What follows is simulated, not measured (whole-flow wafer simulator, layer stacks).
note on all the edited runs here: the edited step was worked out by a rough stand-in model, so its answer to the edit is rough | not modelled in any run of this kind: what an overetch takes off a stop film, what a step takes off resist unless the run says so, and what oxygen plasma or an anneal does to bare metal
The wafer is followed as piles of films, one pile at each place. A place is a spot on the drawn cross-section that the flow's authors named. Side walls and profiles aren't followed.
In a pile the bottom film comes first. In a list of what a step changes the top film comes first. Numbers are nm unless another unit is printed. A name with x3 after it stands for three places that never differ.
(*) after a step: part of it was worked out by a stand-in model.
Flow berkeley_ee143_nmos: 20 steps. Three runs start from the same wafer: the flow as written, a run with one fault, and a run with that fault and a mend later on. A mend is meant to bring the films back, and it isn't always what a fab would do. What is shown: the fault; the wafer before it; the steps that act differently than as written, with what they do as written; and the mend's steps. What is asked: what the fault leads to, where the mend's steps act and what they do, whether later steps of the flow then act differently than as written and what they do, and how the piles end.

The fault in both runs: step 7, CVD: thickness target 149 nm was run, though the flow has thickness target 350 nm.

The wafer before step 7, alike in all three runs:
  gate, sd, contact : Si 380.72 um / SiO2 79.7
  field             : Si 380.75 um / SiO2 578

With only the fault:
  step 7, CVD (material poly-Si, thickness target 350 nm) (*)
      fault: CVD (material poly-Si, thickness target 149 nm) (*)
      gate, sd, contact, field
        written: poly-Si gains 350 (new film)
        fault: poly-Si gains 149 (new film)
  Later steps of the flow acting differently than as written:
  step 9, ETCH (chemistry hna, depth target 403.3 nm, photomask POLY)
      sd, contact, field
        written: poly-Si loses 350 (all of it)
        fault: poly-Si loses 149 (all of it)
  By the end, the piles at gate depart from the flow's by more than 2% or 0.5 nm, whichever is larger.
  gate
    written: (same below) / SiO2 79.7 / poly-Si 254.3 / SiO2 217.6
    fault: (same below) / SiO2 79.7 / poly-Si 53.3 / SiO2 217.6

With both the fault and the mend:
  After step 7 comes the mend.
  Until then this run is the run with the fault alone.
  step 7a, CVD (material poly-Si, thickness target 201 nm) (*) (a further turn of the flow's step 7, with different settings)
      gate, sd, contact, field
        poly-Si gains 201
  Later steps of the flow that are run all act as written at every place that is followed.
  The piles end the same as the flow's at every place that both follow.
